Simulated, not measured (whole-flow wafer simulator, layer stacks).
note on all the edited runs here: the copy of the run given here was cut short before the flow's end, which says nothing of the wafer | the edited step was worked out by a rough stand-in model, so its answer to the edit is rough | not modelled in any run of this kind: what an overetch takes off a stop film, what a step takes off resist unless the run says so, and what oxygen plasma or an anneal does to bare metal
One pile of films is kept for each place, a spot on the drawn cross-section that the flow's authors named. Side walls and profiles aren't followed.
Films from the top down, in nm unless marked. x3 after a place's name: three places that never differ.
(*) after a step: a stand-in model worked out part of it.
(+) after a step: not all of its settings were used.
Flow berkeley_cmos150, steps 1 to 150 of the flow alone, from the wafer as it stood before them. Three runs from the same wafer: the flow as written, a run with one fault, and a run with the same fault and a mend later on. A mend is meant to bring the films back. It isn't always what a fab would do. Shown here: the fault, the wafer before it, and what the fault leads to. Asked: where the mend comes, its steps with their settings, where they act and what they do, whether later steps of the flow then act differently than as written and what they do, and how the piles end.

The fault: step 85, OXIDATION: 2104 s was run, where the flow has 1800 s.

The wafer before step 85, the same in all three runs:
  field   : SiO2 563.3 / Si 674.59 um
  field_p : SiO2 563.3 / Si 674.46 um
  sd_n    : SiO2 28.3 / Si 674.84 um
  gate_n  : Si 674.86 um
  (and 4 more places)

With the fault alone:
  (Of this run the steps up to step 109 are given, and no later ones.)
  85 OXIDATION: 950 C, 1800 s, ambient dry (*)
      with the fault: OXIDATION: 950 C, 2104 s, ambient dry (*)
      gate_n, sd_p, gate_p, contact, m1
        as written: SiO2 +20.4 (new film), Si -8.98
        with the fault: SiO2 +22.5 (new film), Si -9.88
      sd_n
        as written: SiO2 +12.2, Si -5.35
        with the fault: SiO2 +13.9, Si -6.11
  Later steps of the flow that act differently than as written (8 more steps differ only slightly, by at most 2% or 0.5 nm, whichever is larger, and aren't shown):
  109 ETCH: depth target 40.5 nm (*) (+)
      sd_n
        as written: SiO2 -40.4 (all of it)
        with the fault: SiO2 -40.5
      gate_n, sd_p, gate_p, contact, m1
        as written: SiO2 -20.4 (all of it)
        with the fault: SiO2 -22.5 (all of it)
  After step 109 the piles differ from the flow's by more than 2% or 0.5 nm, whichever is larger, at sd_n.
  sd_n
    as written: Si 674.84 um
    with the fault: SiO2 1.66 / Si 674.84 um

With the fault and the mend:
  The mend comes after step 108.
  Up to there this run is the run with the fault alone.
  109 ETCH: depth target 42.55 nm (*) (+) (the flow's step 109, which as written has depth target 40.5 nm)
      gate_n, sd_p, gate_p, contact, m1
        SiO2 -22.5 (all of it)
      field, field_p
        SiO2 -42.5
      sd_n
        SiO2 -42.2 (all of it)
  No later step of the flow acts differently than as written, at any place that is followed, by more than 2% or 0.5 nm, whichever is larger.
  At the end the piles differ from the flow's only slightly at the places that both follow, by at most 2% or 0.5 nm, whichever is larger.
